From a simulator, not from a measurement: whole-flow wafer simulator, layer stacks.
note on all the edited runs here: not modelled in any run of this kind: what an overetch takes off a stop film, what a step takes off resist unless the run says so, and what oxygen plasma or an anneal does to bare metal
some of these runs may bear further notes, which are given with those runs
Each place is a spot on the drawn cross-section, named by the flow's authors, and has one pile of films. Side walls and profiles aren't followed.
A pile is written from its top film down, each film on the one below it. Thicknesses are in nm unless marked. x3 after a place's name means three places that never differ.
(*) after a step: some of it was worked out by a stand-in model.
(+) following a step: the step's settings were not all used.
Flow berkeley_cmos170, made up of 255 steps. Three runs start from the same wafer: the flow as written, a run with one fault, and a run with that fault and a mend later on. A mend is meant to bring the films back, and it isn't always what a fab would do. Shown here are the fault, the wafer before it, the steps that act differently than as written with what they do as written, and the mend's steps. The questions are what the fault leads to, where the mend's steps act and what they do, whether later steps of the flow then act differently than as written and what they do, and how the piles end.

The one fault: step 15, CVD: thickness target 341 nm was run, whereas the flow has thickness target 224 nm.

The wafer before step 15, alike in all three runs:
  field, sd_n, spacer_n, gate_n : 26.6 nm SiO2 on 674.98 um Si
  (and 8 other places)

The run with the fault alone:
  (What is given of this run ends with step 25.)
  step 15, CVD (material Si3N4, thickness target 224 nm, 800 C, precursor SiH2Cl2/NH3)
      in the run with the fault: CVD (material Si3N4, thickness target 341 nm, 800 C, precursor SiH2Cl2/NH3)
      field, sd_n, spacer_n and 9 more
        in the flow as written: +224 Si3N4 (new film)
        in the run with the fault: +341 Si3N4 (new film)
  Steps later in the flow that act otherwise than as written:
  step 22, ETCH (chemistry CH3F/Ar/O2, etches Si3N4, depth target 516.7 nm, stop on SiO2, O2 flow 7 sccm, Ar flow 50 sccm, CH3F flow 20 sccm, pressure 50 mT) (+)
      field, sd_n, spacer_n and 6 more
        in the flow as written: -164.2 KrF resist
        in the run with the fault: -242.2 KrF resist
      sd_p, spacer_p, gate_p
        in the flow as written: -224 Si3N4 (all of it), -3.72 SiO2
        in the run with the fault: -341 Si3N4 (all of it), -3.72 SiO2
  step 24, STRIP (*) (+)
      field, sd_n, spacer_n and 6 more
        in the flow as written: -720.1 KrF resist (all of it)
        in the run with the fault: -642.1 KrF resist (all of it)
  Once step 25 is done, the piles at field, sd_n, spacer_n and 6 more depart from the flow's by more than 2% or 0.5 nm, whichever is larger.
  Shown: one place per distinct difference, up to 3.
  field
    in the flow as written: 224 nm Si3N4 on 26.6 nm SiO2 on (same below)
    in the run with the fault: 341 nm Si3N4 on 26.6 nm SiO2 on (same below)

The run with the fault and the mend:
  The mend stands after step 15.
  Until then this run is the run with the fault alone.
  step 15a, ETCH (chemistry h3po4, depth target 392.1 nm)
      field, sd_n, spacer_n and 9 more
        -341 Si3N4 (all of it)
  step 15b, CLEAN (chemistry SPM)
      alters no film at any place that is followed
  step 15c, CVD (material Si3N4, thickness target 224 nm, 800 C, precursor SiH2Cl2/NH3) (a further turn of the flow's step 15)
      field, sd_n, spacer_n and 9 more
        +224 Si3N4 (new film)
  Later steps of the flow that are run all act as written at every place that is followed.
  At every place that both follow, the piles at the end match the flow's.
